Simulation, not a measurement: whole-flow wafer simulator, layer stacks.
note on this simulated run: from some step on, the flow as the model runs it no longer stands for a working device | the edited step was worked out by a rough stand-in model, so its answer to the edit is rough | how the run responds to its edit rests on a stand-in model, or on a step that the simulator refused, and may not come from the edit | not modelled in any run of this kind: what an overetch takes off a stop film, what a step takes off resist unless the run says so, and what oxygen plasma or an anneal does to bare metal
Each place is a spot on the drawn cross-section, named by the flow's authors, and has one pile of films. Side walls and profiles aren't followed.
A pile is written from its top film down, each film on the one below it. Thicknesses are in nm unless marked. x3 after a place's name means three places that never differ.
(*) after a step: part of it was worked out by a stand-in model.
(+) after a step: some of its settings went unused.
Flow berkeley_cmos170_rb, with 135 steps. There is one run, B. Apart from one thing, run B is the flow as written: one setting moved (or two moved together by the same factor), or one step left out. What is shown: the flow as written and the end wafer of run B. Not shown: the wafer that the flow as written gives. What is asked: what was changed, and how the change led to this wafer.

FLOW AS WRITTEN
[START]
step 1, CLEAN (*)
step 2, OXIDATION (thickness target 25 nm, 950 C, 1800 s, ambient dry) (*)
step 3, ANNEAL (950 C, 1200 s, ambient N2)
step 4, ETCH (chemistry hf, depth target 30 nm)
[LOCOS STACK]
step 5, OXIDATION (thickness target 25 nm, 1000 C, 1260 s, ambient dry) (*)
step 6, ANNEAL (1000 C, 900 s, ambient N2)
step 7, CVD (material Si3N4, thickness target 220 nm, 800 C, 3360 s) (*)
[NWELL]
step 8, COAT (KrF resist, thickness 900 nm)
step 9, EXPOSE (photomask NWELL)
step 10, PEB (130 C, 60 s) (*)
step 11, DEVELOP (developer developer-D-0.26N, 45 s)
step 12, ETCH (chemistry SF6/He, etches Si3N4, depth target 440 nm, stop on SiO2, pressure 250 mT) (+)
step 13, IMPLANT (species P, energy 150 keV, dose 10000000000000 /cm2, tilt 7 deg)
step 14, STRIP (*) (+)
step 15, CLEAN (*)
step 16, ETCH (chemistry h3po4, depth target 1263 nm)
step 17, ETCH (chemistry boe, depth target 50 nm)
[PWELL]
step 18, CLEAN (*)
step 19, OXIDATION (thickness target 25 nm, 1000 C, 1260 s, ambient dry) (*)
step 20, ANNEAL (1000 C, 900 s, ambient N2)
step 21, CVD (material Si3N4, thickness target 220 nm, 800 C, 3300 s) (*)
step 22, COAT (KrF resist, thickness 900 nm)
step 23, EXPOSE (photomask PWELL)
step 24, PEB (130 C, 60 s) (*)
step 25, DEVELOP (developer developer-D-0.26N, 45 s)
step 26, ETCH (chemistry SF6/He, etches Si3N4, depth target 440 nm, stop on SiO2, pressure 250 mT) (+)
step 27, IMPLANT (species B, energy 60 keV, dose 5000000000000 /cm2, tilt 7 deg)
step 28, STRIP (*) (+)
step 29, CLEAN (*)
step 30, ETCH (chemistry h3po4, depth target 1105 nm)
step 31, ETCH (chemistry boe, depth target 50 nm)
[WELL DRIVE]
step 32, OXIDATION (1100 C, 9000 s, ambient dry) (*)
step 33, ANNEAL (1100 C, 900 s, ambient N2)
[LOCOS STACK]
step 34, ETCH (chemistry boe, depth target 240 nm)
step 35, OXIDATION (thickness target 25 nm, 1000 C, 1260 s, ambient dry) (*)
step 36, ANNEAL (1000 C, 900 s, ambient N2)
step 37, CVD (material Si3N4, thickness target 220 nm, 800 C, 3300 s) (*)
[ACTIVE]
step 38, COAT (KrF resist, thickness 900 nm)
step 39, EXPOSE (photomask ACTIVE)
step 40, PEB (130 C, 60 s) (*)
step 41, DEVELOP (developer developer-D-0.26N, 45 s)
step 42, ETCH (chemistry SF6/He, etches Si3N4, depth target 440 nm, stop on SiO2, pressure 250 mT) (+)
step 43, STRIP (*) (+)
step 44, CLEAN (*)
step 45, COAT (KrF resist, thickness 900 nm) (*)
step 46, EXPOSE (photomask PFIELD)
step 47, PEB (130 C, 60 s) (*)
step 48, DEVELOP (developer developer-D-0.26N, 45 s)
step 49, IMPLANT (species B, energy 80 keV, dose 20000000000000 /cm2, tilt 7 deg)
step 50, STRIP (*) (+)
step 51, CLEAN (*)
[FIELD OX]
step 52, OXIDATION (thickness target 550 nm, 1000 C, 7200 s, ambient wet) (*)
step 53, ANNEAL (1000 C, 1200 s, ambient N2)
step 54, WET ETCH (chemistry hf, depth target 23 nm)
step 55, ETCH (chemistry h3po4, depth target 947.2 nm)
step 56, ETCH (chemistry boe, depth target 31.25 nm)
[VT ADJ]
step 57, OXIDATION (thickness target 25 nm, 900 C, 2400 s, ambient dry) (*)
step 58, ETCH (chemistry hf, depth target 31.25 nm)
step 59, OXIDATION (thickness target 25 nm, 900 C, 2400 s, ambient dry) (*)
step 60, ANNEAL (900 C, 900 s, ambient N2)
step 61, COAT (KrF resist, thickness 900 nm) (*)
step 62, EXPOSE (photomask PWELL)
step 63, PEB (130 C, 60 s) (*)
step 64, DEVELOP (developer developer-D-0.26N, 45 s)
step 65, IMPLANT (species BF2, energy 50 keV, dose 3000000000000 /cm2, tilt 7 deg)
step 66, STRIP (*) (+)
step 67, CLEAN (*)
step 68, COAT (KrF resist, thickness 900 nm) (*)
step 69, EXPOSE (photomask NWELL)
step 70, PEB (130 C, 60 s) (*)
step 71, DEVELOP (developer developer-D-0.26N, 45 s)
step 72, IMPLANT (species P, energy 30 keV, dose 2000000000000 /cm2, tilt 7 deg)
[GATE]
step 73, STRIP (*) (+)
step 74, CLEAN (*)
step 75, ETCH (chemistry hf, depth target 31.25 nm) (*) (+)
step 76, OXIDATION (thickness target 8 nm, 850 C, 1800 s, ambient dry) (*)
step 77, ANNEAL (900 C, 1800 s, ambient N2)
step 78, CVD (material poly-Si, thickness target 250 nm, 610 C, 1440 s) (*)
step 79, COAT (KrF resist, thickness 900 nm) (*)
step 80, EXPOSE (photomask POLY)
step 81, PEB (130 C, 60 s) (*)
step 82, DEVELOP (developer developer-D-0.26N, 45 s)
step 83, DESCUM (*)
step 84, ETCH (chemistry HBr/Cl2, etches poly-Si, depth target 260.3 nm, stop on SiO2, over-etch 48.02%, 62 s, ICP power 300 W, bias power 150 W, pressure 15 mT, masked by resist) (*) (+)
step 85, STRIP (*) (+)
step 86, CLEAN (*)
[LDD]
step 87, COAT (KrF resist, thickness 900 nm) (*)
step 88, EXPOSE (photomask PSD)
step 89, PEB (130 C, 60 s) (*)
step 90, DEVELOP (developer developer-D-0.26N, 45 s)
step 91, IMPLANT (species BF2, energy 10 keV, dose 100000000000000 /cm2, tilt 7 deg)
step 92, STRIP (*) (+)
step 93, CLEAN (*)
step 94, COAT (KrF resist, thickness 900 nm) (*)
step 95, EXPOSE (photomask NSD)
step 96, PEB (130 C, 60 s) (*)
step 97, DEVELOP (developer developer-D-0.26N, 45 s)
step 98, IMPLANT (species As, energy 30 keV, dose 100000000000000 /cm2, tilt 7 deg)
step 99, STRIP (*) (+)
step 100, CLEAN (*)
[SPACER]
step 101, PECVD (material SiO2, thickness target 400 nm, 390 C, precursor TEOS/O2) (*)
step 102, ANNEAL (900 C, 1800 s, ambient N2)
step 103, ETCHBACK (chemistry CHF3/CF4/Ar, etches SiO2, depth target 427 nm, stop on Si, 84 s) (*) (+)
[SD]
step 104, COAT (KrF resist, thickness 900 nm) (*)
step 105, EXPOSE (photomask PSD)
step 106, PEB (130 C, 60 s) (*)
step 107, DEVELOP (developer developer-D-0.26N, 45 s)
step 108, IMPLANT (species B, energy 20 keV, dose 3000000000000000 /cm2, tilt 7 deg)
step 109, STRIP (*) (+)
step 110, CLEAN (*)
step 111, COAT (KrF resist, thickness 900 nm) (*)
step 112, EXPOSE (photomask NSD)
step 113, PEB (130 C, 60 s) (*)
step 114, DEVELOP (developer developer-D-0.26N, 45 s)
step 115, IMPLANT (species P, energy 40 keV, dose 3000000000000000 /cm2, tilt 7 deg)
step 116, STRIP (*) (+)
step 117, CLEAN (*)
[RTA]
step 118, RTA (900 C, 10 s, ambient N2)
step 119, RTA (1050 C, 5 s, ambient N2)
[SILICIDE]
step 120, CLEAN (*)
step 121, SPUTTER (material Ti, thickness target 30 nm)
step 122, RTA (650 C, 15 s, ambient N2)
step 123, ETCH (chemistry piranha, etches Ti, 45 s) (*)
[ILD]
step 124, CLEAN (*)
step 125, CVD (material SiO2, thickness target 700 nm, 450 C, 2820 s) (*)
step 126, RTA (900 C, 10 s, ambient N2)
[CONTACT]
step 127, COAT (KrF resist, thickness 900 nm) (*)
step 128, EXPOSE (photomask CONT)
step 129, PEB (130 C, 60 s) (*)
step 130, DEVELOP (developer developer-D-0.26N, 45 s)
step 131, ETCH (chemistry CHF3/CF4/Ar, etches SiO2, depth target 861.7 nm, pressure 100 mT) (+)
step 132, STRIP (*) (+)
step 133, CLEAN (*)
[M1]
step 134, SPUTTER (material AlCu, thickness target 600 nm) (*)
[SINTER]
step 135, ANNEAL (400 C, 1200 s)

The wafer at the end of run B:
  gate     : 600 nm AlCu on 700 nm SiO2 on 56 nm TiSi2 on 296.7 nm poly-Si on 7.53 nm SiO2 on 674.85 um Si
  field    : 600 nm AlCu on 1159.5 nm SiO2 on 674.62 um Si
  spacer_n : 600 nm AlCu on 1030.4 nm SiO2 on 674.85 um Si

Cause: step 78, CVD: thickness target 350 nm was run, whereas the flow has thickness target 250 nm.

How this came from the change, step by step:
  step 78, CVD (material poly-Si, thickness target 250 nm, 610 C, 1440 s) (*)
      field, sd_n, spacer_n and 6 more: poly-Si gains 350 (new film) (in the flow as written it would be: poly-Si gains 250 (new film))
  step 84, ETCH (chemistry HBr/Cl2, etches poly-Si, depth target 260.3 nm, stop on SiO2, over-etch 48.02%, 62 s, ICP power 300 W, bias power 150 W, pressure 15 mT, masked by resist) (*) (+)
      field, sd_n, spacer_n, sd_p, spacer_p, contact, m1: poly-Si loses 350 (all of it), SiO2 loses 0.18 (in the flow as written it would be: poly-Si loses 250 (all of it), SiO2 loses 1.42)
  step 87, COAT (KrF resist, thickness 900 nm) (*)
      spacer_n: KrF resist gains 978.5 (new film) (in the flow as written it would be: KrF resist gains 956.1 (new film))
      gate: KrF resist gains 630.8 (new film) (in the flow as written it would be: KrF resist gains 706 (new film))
      (and at 2 other places as well)
  step 90, DEVELOP (developer developer-D-0.26N, 45 s)
      spacer_p: KrF resist loses 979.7 (all of it) (in the flow as written it would be: KrF resist loses 956.5 (all of it))
      gate_p: KrF resist loses 631.7 (all of it) (in the flow as written it would be: KrF resist loses 706.3 (all of it))
  step 92, STRIP (*) (+)
      spacer_n: KrF resist loses 964.3 (all of it) (in the flow as written it would be: KrF resist loses 941.9 (all of it))
      gate: KrF resist loses 616.6 (all of it) (in the flow as written it would be: KrF resist loses 691.8 (all of it))
  step 94, COAT (KrF resist, thickness 900 nm) (*)
      spacer_n: KrF resist gains 978.5 (new film) (in the flow as written it would be: KrF resist gains 956.1 (new film))
      gate: KrF resist gains 630.8 (new film) (in the flow as written it would be: KrF resist gains 706 (new film))
      (and at 2 other places as well)
  step 97, DEVELOP (developer developer-D-0.26N, 45 s)
      spacer_n: KrF resist loses 978.5 (all of it) (in the flow as written it would be: KrF resist loses 956.1 (all of it))
      gate: KrF resist loses 630.8 (all of it) (in the flow as written it would be: KrF resist loses 706 (all of it))
  step 99, STRIP (*) (+)
      spacer_p: KrF resist loses 965.4 (all of it) (in the flow as written it would be: KrF resist loses 942.3 (all of it))
      gate_p: KrF resist loses 617.5 (all of it) (in the flow as written it would be: KrF resist loses 692.1 (all of it))
  step 103, ETCHBACK (chemistry CHF3/CF4/Ar, etches SiO2, depth target 427 nm, stop on Si, 84 s) (*) (+)
      spacer_n: SiO2 loses 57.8 (in the flow as written it would be: SiO2 loses 157.9)
      spacer_p: SiO2 loses 57.7 (in the flow as written it would be: SiO2 loses 157.9)
  step 104, COAT (KrF resist, thickness 900 nm) (*)
      spacer_n: KrF resist gains 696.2 (new film) (in the flow as written it would be: KrF resist gains 766.3 (new film))
      gate: KrF resist gains 673.8 (new film) (in the flow as written it would be: KrF resist gains 742.1 (new film))
      (and at 2 other places as well)
  step 107, DEVELOP (developer developer-D-0.26N, 45 s)
      spacer_p: KrF resist loses 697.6 (all of it) (in the flow as written it would be: KrF resist loses 767.7 (all of it))
      gate_p: KrF resist loses 674.8 (all of it) (in the flow as written it would be: KrF resist loses 743.2 (all of it))
  step 109, STRIP (*) (+)
      spacer_n: KrF resist loses 682 (all of it) (in the flow as written it would be: KrF resist loses 752.1 (all of it))
      gate: KrF resist loses 659.5 (all of it) (in the flow as written it would be: KrF resist loses 727.9 (all of it))
  step 111, COAT (KrF resist, thickness 900 nm) (*)
      spacer_n: KrF resist gains 696.2 (new film) (in the flow as written it would be: KrF resist gains 766.3 (new film))
      gate: KrF resist gains 673.8 (new film) (in the flow as written it would be: KrF resist gains 742.1 (new film))
      (and at 2 other places as well)
  step 114, DEVELOP (developer developer-D-0.26N, 45 s)
      spacer_n: KrF resist loses 696.2 (all of it) (in the flow as written it would be: KrF resist loses 766.3 (all of it))
      gate: KrF resist loses 673.8 (all of it) (in the flow as written it would be: KrF resist loses 742.1 (all of it))
  step 116, STRIP (*) (+)
      spacer_p: KrF resist loses 683.4 (all of it) (in the flow as written it would be: KrF resist loses 753.5 (all of it))
      gate_p: KrF resist loses 660.6 (all of it) (in the flow as written it would be: KrF resist loses 729 (all of it))
  step 127, COAT (KrF resist, thickness 900 nm) (*)
      field: KrF resist gains 826.8 (new film) (in the flow as written it would be: KrF resist gains 804.9 (new film))
      spacer_n: KrF resist gains 774.9 (new film) (in the flow as written it would be: KrF resist gains 819.8 (new film))
      (and at 4 other places as well)
  step 132, STRIP (*) (+)
      field: KrF resist loses 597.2 (all of it) (in the flow as written it would be: KrF resist loses 575.3 (all of it))
      spacer_n: KrF resist loses 545.2 (all of it) (in the flow as written it would be: KrF resist loses 590.2 (all of it))
      (and at 4 other places as well)
